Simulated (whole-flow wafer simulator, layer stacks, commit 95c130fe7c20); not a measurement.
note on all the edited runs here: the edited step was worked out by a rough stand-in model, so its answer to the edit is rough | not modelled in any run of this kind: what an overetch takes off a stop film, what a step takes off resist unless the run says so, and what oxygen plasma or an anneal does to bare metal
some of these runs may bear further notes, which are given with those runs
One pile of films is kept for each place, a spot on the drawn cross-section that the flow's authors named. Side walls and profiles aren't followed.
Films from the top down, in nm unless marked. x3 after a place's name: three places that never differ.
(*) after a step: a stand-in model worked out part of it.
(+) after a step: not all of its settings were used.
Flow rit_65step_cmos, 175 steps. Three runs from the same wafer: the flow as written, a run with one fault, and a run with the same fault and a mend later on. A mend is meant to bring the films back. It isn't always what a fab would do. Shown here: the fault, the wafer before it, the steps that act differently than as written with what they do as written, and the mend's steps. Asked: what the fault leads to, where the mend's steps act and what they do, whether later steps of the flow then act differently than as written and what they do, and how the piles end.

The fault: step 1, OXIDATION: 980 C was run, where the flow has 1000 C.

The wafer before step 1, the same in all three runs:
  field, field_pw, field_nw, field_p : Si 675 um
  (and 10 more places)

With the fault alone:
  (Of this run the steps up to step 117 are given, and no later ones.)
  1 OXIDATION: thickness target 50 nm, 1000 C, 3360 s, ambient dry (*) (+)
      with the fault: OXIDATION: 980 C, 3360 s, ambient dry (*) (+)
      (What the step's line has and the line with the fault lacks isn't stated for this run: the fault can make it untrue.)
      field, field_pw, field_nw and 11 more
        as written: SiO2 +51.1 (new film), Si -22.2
        with the fault: SiO2 +42.9 (new film), Si -18.6
  Later steps of the flow that act differently than as written (36 more steps differ only slightly, by at most 2% or 0.5 nm, whichever is larger, and aren't shown):
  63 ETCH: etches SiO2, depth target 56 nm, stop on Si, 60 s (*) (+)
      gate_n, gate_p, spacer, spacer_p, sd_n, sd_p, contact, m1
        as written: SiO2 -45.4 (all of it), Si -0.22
        with the fault: SiO2 -37.2 (all of it), Si -0.38
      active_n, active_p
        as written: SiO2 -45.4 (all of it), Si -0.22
        with the fault: SiO2 -37.2 (all of it), Si -0.39
  After step 117 the piles differ from the flow's only slightly at the places that both follow, by at most 2% or 0.5 nm, whichever is larger.

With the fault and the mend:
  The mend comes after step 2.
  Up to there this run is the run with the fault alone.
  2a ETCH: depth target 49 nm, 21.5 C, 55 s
      field, field_pw, field_nw and 11 more
        SiO2 -42.9 (all of it)
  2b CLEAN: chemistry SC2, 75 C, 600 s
      field, field_pw, field_nw and 11 more
        chemical SiO2 +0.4 (new film), Si -0.17
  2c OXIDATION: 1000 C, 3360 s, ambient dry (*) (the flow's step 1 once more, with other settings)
      field, field_pw, field_nw and 11 more
        SiO2 +51 (new film), chemical SiO2 -0.4 (all of it), Si -22.3
  Later steps of the flow that act differently than as written (18 more steps differ only slightly, by at most 2% or 0.5 nm, whichever is larger, and aren't shown):
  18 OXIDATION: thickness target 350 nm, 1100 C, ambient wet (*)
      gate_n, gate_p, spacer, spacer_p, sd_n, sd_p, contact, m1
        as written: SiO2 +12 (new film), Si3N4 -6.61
        with the mend: SiO2 +12 (new film), Si3N4 -6.61, SiO2 +0.03
  At the end the piles differ from the flow's only slightly at the places that both follow, by at most 2% or 0.5 nm, whichever is larger.
